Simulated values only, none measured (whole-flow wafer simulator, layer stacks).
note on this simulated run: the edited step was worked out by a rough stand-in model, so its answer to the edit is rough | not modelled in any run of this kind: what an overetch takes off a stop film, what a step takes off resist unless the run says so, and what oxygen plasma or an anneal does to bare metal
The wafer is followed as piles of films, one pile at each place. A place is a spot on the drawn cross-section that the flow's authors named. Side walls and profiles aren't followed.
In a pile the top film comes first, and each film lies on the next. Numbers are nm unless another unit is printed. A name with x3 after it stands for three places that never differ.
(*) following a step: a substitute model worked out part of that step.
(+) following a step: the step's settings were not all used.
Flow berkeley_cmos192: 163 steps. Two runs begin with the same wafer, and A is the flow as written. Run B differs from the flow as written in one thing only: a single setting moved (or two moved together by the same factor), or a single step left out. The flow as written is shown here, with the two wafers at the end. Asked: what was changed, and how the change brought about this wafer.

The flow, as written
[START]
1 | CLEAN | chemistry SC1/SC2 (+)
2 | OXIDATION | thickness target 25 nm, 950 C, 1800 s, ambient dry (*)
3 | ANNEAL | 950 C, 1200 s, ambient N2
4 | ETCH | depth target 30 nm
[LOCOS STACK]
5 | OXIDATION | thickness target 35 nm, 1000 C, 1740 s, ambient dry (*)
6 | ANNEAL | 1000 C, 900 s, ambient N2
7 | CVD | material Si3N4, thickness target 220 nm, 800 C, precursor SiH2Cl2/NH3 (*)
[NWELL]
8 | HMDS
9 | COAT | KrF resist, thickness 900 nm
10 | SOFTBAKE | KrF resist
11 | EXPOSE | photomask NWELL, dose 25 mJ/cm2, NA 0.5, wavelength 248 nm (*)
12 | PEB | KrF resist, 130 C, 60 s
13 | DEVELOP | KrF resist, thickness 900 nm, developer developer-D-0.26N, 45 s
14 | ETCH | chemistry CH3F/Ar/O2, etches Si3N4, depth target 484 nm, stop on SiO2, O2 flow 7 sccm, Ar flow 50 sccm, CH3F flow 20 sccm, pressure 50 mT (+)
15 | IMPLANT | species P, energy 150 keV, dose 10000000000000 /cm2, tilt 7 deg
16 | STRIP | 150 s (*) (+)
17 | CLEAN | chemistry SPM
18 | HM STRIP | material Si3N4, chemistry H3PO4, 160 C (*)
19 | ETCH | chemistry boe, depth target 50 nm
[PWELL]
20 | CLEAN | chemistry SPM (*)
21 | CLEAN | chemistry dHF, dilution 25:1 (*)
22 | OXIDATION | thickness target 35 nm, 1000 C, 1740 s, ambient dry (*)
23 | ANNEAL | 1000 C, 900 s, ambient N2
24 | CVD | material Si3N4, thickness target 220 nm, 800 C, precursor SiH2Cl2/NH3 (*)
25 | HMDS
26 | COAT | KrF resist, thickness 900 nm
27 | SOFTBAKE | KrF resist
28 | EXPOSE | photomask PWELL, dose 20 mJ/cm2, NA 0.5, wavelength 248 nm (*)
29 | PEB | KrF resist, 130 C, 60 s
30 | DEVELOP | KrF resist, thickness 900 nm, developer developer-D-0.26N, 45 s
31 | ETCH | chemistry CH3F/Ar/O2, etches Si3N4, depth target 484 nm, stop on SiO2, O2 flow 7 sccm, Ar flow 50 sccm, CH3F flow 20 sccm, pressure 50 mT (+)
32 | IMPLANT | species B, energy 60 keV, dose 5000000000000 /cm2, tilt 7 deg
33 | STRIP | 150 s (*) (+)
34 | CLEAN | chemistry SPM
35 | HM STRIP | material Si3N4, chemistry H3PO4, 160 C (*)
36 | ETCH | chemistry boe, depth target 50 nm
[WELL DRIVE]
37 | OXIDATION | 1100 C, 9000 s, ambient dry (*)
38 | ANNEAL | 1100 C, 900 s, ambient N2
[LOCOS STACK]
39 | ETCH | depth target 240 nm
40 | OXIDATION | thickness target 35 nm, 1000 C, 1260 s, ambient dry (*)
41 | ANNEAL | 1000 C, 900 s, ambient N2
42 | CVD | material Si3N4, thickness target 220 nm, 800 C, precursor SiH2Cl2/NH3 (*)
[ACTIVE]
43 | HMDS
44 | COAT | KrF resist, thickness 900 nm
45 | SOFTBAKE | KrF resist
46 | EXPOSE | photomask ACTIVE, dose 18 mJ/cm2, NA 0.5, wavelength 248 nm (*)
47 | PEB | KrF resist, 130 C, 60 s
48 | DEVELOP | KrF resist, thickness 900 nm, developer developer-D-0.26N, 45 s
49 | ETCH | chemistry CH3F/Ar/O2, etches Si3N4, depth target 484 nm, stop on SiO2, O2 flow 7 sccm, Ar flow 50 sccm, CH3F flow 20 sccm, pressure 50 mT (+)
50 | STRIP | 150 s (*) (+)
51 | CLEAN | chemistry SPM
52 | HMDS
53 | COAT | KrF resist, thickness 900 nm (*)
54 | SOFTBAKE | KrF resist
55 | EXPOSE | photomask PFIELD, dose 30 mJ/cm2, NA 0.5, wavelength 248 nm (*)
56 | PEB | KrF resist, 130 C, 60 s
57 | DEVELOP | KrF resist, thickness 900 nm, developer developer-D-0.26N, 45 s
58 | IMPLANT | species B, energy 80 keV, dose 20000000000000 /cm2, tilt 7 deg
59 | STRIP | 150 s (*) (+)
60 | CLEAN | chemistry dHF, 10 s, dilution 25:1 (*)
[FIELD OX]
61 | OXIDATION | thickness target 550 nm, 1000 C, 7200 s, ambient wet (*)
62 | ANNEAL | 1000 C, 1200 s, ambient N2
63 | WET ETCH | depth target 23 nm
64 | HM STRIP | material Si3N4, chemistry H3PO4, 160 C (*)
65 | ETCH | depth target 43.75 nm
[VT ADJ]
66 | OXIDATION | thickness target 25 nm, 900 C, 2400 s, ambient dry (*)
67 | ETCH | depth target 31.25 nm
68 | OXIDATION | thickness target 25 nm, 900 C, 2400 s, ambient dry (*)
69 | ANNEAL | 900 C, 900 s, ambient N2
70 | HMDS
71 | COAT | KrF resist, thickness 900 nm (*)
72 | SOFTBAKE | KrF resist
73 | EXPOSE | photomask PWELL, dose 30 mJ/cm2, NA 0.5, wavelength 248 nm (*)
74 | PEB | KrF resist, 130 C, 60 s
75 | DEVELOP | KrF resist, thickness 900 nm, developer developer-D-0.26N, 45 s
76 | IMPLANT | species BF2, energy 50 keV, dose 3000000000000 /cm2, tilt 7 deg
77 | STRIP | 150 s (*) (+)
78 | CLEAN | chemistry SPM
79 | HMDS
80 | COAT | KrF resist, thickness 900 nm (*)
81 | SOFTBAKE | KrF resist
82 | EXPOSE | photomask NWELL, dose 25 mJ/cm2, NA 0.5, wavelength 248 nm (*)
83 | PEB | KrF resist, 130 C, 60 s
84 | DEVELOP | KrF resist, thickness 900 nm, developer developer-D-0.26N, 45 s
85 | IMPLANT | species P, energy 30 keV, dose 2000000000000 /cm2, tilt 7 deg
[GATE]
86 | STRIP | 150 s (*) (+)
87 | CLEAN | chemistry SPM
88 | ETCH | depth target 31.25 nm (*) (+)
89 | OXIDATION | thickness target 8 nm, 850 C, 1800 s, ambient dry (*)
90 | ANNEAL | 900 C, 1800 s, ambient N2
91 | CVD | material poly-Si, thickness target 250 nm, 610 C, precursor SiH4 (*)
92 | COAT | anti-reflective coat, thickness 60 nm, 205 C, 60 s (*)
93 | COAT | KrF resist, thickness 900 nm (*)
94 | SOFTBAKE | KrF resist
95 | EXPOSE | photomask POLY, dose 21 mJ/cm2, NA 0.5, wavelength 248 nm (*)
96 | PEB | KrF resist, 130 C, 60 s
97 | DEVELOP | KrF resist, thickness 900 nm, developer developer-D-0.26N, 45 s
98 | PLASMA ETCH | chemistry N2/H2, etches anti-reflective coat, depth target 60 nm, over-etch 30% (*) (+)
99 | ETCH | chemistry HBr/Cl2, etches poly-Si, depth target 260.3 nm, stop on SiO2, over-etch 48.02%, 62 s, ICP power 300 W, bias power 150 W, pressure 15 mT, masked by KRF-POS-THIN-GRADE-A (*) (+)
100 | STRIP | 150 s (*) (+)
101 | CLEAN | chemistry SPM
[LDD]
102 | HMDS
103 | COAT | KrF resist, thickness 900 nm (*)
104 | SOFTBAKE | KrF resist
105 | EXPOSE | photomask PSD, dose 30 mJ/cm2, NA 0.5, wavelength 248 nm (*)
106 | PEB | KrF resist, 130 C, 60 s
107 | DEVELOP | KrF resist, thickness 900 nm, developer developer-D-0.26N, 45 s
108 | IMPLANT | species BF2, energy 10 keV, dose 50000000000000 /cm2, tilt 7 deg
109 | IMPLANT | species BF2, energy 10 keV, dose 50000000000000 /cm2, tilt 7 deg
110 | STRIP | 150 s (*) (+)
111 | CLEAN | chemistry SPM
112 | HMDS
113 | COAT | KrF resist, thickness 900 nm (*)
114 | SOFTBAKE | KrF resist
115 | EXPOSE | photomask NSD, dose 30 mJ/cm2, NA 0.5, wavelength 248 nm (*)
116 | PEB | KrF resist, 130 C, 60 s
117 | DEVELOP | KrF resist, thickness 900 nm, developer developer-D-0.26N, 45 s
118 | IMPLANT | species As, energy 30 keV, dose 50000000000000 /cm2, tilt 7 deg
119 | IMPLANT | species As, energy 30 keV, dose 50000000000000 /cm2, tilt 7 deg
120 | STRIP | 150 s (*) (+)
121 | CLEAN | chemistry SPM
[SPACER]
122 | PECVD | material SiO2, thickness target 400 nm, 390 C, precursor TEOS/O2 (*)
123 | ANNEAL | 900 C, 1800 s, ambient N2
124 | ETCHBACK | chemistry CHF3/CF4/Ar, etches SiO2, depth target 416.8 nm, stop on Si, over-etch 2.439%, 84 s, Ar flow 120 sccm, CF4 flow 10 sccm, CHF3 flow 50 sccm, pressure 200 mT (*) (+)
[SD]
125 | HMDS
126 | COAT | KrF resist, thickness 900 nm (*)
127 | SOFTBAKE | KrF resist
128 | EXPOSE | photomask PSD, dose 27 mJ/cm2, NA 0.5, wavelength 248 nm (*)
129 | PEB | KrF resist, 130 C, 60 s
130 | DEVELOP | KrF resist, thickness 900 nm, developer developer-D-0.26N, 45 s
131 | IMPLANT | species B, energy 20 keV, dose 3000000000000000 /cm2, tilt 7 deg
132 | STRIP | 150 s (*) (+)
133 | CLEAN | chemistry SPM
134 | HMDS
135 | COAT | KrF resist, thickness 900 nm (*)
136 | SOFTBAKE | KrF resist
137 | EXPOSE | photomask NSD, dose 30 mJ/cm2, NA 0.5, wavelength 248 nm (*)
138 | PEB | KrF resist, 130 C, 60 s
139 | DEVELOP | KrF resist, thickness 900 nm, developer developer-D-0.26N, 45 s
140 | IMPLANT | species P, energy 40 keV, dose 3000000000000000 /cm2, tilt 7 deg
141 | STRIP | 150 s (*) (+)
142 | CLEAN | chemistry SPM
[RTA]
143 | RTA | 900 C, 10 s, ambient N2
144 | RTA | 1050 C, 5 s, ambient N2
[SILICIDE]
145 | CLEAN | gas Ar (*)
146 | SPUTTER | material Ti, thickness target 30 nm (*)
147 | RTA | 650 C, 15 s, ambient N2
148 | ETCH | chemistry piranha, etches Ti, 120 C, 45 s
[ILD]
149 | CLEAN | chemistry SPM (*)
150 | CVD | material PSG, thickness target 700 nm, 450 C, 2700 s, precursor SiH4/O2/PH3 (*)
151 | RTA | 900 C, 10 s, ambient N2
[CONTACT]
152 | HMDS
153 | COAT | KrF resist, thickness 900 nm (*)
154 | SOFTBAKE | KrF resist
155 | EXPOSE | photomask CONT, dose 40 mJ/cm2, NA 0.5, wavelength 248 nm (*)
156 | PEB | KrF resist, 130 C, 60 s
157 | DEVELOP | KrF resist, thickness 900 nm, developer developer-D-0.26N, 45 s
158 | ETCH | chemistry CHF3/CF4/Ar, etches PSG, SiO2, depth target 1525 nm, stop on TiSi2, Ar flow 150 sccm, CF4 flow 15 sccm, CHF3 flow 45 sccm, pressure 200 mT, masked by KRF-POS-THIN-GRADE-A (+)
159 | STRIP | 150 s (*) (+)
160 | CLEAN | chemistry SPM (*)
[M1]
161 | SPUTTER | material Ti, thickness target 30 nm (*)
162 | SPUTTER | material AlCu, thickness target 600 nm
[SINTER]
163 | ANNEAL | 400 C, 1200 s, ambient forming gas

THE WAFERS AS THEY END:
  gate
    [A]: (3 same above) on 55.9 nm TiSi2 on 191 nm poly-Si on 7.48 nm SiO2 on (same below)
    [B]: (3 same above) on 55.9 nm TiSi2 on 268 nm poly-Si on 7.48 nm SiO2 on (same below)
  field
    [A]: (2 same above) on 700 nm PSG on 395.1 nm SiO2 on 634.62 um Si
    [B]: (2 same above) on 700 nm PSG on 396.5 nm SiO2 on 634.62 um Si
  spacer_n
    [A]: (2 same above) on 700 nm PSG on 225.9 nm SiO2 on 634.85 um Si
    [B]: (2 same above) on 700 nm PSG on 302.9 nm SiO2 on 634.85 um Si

The reason: step 91, CVD: thickness target 327 nm was run, though the flow has thickness target 250 nm.

The path from the change to this, step by step:
  91 | CVD | material poly-Si, thickness target 250 nm, 610 C, precursor SiH4 (*)
      field, sd_n, spacer_n and 6 more: A poly-Si gains 250 (new film) | B poly-Si gains 327 (new film)
  92 | COAT | anti-reflective coat, thickness 60 nm, 205 C, 60 s (*)
      field: A anti-reflective coat gains 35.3 (new film) | B anti-reflective coat gains 36.6 (new film)
      sd_n: A anti-reflective coat gains 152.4 (new film) | B anti-reflective coat gains 155.9 (new film)
      (and at 1 other place as well)
  98 | PLASMA ETCH | chemistry N2/H2, etches anti-reflective coat, depth target 60 nm, over-etch 30% (*) (+)
      field: A anti-reflective coat loses 35.3 (all of it), poly-Si loses 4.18 | B anti-reflective coat loses 36.6 (all of it), poly-Si loses 4.26
      sd_n: A anti-reflective coat loses 152.4 (all of it), poly-Si loses 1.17 | B anti-reflective coat loses 155.9 (all of it), poly-Si loses 1.2
      (and at 1 other place as well)
  99 | ETCH | chemistry HBr/Cl2, etches poly-Si, depth target 260.3 nm, stop on SiO2, over-etch 48.02%, 62 s, ICP power 300 W, bias power 150 W, pressure 15 mT, masked by KRF-POS-THIN-GRADE-A (*) (+)
      field, spacer_n, spacer_p: A poly-Si loses 245.8 (all of it), SiO2 loses 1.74 | B poly-Si loses 322.7 (all of it), SiO2 loses 0.31
      sd_n: A poly-Si loses 248.8 (all of it), SiO2 loses 1.51 | B poly-Si loses 325.8 (all of it), SiO2 loses 0.3
      (and at 3 other places as well)
  103 | COAT | KrF resist, thickness 900 nm (*)
      gate: A KrF resist gains 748 (new film) | B KrF resist gains 683.4 (new film)
      gate_p: A KrF resist gains 744.1 (new film) | B KrF resist gains 679.5 (new film)
  107 | DEVELOP | KrF resist, thickness 900 nm, developer developer-D-0.26N, 45 s
      gate_p: A KrF resist loses 742.9 (all of it) | B KrF resist loses 678.5 (all of it)
  110 | STRIP | 150 s (*) (+)
      gate: A KrF resist loses 732.7 (all of it), chemical SiO2 gains 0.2, poly-Si loses 0.09 | B KrF resist loses 668.2 (all of it), chemical SiO2 gains 0.2, poly-Si loses 0.09
  113 | COAT | KrF resist, thickness 900 nm (*)
      gate: A KrF resist gains 747.9 (new film) | B KrF resist gains 683.3 (new film)
      gate_p: A KrF resist gains 743.9 (new film) | B KrF resist gains 679.4 (new film)
  117 | DEVELOP | KrF resist, thickness 900 nm, developer developer-D-0.26N, 45 s
      gate: A KrF resist loses 746.8 (all of it) | B KrF resist loses 682.3 (all of it)
  120 | STRIP | 150 s (*) (+)
      gate_p: A KrF resist loses 728.6 (all of it), chemical SiO2 gains 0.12, poly-Si loses 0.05 | B KrF resist loses 664.1 (all of it), chemical SiO2 gains 0.12, poly-Si loses 0.05
  124 | ETCHBACK | chemistry CHF3/CF4/Ar, etches SiO2, depth target 416.8 nm, stop on Si, over-etch 2.439%, 84 s, Ar flow 120 sccm, CF4 flow 10 sccm, CHF3 flow 50 sccm, pressure 200 mT (*) (+)
      spacer_n: A SiO2 loses 160 | B SiO2 loses 84.4
      spacer_p: A SiO2 loses 159.9 | B SiO2 loses 84.3
  126 | COAT | KrF resist, thickness 900 nm (*)
      spacer_n: A KrF resist gains 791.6 (new film) | B KrF resist gains 735.3 (new film)
      gate: A KrF resist gains 771.5 (new film) | B KrF resist gains 716.5 (new film)
      (and at 2 other places as well)
  130 | DEVELOP | KrF resist, thickness 900 nm, developer developer-D-0.26N, 45 s
      spacer_p: A KrF resist loses 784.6 (all of it) | B KrF resist loses 728.5 (all of it)
      gate_p: A KrF resist loses 764.3 (all of it) | B KrF resist loses 709.6 (all of it)
  132 | STRIP | 150 s (*) (+)
      spacer_n: A KrF resist loses 776.1 (all of it) | B KrF resist loses 719.9 (all of it)
      gate: A chemical SiO2 gains 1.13 (new film), KrF resist loses 756.1 (all of it), poly-Si loses 0.5 | B chemical SiO2 gains 1.13 (new film), KrF resist loses 701.2 (all of it), poly-Si loses 0.5
  135 | COAT | KrF resist, thickness 900 nm (*)
      spacer_n: A KrF resist gains 791.1 (new film) | B KrF resist gains 735.5 (new film)
      gate: A KrF resist gains 770.3 (new film) | B KrF resist gains 716.1 (new film)
      (and at 2 other places as well)
  139 | DEVELOP | KrF resist, thickness 900 nm, developer developer-D-0.26N, 45 s
      spacer_n: A KrF resist loses 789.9 (all of it) | B KrF resist loses 734.4 (all of it)
      gate: A KrF resist loses 769.1 (all of it) | B KrF resist loses 715 (all of it)
  ... 2 further steps ...
  159 | STRIP | 150 s (*) (+)
      spacer_n: A KrF resist loses 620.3 (all of it) | B KrF resist loses 578.9 (all of it)
      gate: A KrF resist loses 600.1 (all of it) | B KrF resist loses 563.7 (all of it)
      (and at 3 other places as well)
